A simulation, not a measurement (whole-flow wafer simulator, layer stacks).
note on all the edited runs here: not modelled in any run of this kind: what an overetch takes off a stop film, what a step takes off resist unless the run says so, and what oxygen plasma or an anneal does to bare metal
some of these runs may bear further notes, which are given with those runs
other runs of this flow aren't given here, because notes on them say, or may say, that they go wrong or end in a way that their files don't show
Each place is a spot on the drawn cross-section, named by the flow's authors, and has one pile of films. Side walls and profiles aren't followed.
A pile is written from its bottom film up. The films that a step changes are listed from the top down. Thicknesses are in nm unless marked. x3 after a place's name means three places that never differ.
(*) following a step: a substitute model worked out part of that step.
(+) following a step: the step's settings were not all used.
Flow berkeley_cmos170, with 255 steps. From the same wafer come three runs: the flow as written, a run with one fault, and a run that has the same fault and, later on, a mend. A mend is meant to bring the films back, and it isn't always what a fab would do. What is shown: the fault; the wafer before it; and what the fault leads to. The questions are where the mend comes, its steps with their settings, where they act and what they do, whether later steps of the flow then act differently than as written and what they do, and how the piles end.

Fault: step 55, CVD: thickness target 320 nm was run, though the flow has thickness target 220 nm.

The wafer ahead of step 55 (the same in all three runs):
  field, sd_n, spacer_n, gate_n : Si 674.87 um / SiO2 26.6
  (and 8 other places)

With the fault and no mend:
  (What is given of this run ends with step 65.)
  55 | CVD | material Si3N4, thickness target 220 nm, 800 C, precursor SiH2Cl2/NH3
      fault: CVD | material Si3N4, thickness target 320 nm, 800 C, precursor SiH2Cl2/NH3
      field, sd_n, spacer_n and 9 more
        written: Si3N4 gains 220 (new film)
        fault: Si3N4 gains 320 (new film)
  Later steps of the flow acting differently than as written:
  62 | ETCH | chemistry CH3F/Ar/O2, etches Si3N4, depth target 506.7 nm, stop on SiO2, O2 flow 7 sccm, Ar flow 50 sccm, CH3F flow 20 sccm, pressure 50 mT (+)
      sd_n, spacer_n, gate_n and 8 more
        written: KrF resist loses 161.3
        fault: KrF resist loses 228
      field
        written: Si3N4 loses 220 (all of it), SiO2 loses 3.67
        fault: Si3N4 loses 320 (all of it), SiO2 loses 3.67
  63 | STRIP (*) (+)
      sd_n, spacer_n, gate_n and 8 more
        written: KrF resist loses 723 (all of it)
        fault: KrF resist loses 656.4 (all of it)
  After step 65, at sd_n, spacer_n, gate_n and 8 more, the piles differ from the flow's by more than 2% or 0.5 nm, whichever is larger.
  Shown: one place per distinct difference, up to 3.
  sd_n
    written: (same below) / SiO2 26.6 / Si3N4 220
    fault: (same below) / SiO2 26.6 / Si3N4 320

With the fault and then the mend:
  The mend stands after step 55.
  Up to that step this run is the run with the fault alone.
  55a | ETCH | chemistry h3po4, depth target 368 nm
      field, sd_n, spacer_n and 9 more
        Si3N4 loses 320 (all of it)
  55b | CLEAN | chemistry SPM
      does not change any film at any place that is followed
  55c | CVD | material Si3N4, thickness target 220 nm, 800 C, precursor SiH2Cl2/NH3 (the flow's step 55 again)
      field, sd_n, spacer_n and 9 more
        Si3N4 gains 220 (new film)
  None of the later steps of the flow acts differently than as written at any place that is followed.
  By the end, the piles equal the flow's at every place that both follow.
